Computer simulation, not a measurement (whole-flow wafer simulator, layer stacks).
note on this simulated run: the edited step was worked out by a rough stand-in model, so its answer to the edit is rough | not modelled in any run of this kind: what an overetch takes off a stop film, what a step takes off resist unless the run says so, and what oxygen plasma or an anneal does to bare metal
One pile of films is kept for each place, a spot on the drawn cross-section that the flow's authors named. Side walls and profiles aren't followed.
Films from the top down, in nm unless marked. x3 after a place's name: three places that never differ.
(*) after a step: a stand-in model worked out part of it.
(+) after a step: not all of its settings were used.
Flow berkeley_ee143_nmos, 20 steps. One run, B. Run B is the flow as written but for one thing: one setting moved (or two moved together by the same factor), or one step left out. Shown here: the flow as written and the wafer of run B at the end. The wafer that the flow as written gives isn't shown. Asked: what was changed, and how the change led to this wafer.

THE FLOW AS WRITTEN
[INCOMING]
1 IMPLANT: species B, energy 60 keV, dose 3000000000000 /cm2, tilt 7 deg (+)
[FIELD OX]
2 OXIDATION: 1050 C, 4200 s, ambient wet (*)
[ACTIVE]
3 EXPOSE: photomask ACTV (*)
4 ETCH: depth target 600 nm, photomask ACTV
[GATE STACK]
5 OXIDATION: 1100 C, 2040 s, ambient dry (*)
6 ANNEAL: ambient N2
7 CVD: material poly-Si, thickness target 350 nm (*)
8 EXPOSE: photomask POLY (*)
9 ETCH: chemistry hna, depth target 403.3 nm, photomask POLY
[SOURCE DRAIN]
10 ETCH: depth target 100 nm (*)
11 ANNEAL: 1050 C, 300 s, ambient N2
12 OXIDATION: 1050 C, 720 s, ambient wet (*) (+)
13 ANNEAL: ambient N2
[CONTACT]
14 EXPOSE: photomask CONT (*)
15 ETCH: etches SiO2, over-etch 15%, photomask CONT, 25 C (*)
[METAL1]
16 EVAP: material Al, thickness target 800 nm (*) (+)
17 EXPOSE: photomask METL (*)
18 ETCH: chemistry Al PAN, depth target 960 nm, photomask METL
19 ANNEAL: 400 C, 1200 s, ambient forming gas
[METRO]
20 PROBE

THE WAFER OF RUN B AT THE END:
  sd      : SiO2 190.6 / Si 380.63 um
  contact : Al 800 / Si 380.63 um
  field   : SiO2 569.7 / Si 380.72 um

The cause: step 10, ETCH: depth target 75 nm was run, where the flow has depth target 100 nm.

How the change led to this, step by step:
  10 ETCH: depth target 100 nm (*)
      sd, contact: SiO2 -75 (as written it would be: SiO2 -79.7 (all of it))
      field: SiO2 -75 (as written it would be: SiO2 -100)
  12 OXIDATION: 1050 C, 720 s, ambient wet (*) (+)
      sd, contact: SiO2 +186, Si -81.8 (as written it would be: SiO2 +189.4 (new film), Si -83.4)
      field: SiO2 +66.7, Si -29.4 (as written it would be: SiO2 +69.1, Si -30.4)
